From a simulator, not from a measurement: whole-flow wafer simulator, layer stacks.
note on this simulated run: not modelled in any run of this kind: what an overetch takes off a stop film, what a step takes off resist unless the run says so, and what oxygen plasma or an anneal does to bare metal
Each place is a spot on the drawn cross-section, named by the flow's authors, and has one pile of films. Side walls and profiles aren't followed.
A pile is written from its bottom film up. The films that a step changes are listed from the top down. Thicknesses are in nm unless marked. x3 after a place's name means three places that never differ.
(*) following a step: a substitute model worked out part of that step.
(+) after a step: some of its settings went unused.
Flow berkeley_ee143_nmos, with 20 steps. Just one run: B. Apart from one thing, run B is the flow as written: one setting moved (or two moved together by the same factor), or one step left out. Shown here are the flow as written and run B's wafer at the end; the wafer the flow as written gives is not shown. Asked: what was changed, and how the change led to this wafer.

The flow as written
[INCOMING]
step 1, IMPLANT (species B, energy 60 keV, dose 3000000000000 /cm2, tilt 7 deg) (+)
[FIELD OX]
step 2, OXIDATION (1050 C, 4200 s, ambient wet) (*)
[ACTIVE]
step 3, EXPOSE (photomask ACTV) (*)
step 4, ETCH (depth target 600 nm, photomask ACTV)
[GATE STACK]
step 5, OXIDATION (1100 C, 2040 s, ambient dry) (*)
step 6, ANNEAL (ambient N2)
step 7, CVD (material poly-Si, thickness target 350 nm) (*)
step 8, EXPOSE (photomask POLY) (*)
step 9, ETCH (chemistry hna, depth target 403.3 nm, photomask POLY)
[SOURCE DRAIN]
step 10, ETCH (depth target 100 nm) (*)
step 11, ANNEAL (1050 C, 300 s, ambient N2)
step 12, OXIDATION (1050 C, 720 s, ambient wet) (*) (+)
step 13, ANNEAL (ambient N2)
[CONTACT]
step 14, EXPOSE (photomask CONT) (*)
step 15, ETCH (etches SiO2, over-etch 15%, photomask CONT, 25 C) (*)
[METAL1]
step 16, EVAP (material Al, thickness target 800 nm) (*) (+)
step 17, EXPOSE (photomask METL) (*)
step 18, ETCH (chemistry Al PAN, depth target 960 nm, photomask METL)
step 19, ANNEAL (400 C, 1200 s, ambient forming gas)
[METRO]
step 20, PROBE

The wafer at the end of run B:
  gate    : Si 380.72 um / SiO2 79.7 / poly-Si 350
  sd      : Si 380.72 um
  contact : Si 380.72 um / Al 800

Cause: step 12, OXIDATION: 1050 C, 720 s, ambient wet (*) (+), was omitted.

Step by step, how the change led to this:
  step 15, ETCH (etches SiO2, over-etch 15%, photomask CONT, 25 C) (*)
      contact: nothing (in the flow as written it would be: SiO2 loses 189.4 (all of it))
